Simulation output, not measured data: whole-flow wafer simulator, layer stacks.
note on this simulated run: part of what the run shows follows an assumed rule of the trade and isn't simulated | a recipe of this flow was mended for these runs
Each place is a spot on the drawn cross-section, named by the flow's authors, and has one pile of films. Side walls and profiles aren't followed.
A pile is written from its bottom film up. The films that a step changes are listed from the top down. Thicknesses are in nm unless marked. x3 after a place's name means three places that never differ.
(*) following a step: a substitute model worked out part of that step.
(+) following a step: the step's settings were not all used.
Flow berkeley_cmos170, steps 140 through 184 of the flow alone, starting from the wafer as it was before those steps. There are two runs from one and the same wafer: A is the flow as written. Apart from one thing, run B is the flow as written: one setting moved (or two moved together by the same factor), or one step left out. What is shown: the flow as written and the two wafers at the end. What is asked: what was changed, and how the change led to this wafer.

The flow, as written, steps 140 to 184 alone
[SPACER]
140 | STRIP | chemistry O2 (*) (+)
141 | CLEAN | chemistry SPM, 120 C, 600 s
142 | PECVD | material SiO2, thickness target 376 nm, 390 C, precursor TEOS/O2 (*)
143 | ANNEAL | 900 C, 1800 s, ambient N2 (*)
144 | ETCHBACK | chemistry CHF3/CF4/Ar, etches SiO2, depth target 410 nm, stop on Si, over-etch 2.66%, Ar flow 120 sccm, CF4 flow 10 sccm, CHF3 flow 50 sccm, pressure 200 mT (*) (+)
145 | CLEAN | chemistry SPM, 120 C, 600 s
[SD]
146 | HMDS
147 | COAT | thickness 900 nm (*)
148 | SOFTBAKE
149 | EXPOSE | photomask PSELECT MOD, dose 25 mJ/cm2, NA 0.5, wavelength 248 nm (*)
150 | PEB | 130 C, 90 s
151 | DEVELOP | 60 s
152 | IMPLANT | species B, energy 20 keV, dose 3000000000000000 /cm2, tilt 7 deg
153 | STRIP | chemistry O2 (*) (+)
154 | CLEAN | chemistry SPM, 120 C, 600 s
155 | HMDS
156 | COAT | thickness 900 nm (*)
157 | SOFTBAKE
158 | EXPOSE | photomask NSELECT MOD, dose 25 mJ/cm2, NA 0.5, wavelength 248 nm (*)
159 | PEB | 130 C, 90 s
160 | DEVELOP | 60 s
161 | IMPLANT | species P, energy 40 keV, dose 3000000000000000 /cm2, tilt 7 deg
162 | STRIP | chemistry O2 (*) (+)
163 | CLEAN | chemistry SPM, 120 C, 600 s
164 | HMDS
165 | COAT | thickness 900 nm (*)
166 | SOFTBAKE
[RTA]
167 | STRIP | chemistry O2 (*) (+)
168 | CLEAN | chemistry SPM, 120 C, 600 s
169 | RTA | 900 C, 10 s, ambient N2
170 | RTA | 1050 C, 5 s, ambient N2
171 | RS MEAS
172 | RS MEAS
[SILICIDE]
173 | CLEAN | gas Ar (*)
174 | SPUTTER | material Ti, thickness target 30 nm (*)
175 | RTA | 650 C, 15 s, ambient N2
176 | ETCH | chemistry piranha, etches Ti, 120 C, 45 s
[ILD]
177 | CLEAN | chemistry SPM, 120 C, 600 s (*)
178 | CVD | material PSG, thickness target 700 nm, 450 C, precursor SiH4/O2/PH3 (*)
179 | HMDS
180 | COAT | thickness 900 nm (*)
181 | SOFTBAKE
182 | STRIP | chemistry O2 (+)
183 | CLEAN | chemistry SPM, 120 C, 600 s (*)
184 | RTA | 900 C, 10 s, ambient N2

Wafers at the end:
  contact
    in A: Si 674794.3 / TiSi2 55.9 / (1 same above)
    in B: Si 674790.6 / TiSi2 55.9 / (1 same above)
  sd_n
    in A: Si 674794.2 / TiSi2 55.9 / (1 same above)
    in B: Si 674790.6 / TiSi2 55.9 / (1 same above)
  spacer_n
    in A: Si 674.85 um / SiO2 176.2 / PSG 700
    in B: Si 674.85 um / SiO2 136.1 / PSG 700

The reason: step 142, PECVD: thickness target 334 nm was run, whereas the flow has thickness target 376 nm.

The path from the change to this, step by step:
  142 | PECVD | material SiO2, thickness target 376 nm, 390 C, precursor TEOS/O2 (*)
      field, mark, sd_n and 8 more: A SiO2 gains 376 | B SiO2 gains 334
      gate_n, gate_p: A SiO2 gains 376 (new film) | B SiO2 gains 334 (new film)
  143 | ANNEAL | 900 C, 1800 s, ambient N2 (*)
      field, mark, sd_n and 10 more: A SiO2 loses 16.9 | B SiO2 loses 15
  144 | ETCHBACK | chemistry CHF3/CF4/Ar, etches SiO2, depth target 410 nm, stop on Si, over-etch 2.66%, Ar flow 120 sccm, CF4 flow 10 sccm, CHF3 flow 50 sccm, pressure 200 mT (*) (+)
      mark, sd_n, sd_p, contact, m1, via1, m2, via2: A SiO2 loses 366 (all of it), Si loses 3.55 | B SiO2 loses 325.9 (all of it), Si loses 7.2
      gate_n, gate_p: A SiO2 loses 359.1 (all of it), chemical SiO2 loses 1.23 (all of it), poly-Si loses 3.55 | B SiO2 loses 319 (all of it), chemical SiO2 loses 1.23 (all of it), poly-Si loses 7.2
  147 | COAT | thickness 900 nm (*)
      sd_n: A KrF-resist gains 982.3 (new film) | B KrF-resist gains 962.6 (new film)
      spacer_n: A KrF-resist gains 821 (new film) | B KrF-resist gains 838.6 (new film)
      (as well as at 3 more places)
  151 | DEVELOP | 60 s
      spacer_p: A KrF-resist loses 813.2 (all of it) | B KrF-resist loses 832.5 (all of it)
      gate_p: A KrF-resist loses 780.1 (all of it) | B KrF-resist loses 763 (all of it)
  153 | STRIP | chemistry O2 (*) (+)
      sd_n: A KrF-resist loses 965.2 (all of it), chemical SiO2 gains 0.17, Si loses 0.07 | B KrF-resist loses 945.5 (all of it), chemical SiO2 gains 0.17, Si loses 0.07
      spacer_n: A KrF-resist loses 804.3 (all of it) | B KrF-resist loses 821.8 (all of it)
      (as well as at 1 more place)
  156 | COAT | thickness 900 nm (*)
      sd_n: A KrF-resist gains 982.3 (new film) | B KrF-resist gains 962.6 (new film)
      spacer_n: A KrF-resist gains 821.1 (new film) | B KrF-resist gains 838.6 (new film)
      (as well as at 3 more places)
  160 | DEVELOP | 60 s
      sd_n: A KrF-resist loses 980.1 (all of it) | B KrF-resist loses 960.4 (all of it)
      spacer_n: A KrF-resist loses 819.3 (all of it) | B KrF-resist loses 836.8 (all of it)
      (as well as at 1 more place)
  162 | STRIP | chemistry O2 (*) (+)
      spacer_p: A KrF-resist loses 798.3 (all of it) | B KrF-resist loses 817.7 (all of it)
      gate_p: A KrF-resist loses 765.1 (all of it), chemical SiO2 gains 0.07 | B KrF-resist loses 747.9 (all of it), chemical SiO2 gains 0.07
  165 | COAT | thickness 900 nm (*)
      sd_n: A KrF-resist gains 982.2 (new film) | B KrF-resist gains 962.5 (new film)
      spacer_n: A KrF-resist gains 821.1 (new film) | B KrF-resist gains 838.7 (new film)
      (as well as at 3 more places)
  167 | STRIP | chemistry O2 (*) (+)
      gate_n: A KrF-resist loses 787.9 (all of it), chemical SiO2 gains 0.06, poly-Si loses 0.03 | B KrF-resist loses 768.8 (all of it), chemical SiO2 gains 0.06
      gate_p: A KrF-resist loses 781.7 (all of it), chemical SiO2 gains 0.06, poly-Si loses 0.03 | B KrF-resist loses 764.5 (all of it), chemical SiO2 gains 0.06
      (as well as at 3 more places)
  180 | COAT | thickness 900 nm (*)
      spacer_n: A KrF-resist gains 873 (new film) | B KrF-resist gains 892.2 (new film)
      gate_n: A KrF-resist gains 832.2 (new film) | B KrF-resist gains 815.4 (new film)
      (as well as at 2 more places)
  182 | STRIP | chemistry O2 (+)
      spacer_n: A KrF-resist loses 873 (all of it) | B KrF-resist loses 892.2 (all of it)
      gate_n: A KrF-resist loses 832.2 (all of it) | B KrF-resist loses 815.4 (all of it)
      (as well as at 2 more places)
